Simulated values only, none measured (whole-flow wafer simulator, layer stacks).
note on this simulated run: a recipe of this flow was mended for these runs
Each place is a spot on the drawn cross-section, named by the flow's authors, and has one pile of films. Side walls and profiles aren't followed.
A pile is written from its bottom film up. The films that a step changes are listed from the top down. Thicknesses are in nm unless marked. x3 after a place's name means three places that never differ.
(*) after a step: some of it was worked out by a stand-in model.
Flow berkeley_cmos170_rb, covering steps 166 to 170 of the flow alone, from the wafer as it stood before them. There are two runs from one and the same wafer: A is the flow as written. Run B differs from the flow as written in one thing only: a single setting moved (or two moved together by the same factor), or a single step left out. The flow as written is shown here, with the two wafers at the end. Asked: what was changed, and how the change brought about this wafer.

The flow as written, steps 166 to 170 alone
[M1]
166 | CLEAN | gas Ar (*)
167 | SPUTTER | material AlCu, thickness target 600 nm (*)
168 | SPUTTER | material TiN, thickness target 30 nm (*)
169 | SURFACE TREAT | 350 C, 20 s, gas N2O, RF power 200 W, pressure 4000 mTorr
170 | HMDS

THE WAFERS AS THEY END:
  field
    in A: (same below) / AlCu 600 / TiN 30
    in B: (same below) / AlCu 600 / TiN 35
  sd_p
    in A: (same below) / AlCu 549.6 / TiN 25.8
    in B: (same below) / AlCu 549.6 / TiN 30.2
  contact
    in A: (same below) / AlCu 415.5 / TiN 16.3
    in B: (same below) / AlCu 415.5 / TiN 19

Cause: step 168, SPUTTER: thickness target 35 nm was run, whereas the flow has thickness target 30 nm.
One can read it off the wafer: field has TiN 35, and step 168 as written asks for 30 nm.

How this came from the change, step by step:
  168 | SPUTTER | material TiN, thickness target 30 nm (*)
      field, sd_n, spacer_n, gate, spacer_p, gate_p, m1: A TiN gains 30 (new film) | B TiN gains 35 (new film)
      sd_p: A TiN gains 25.8 (new film) | B TiN gains 30.2 (new film)
      (also at 1 further place)
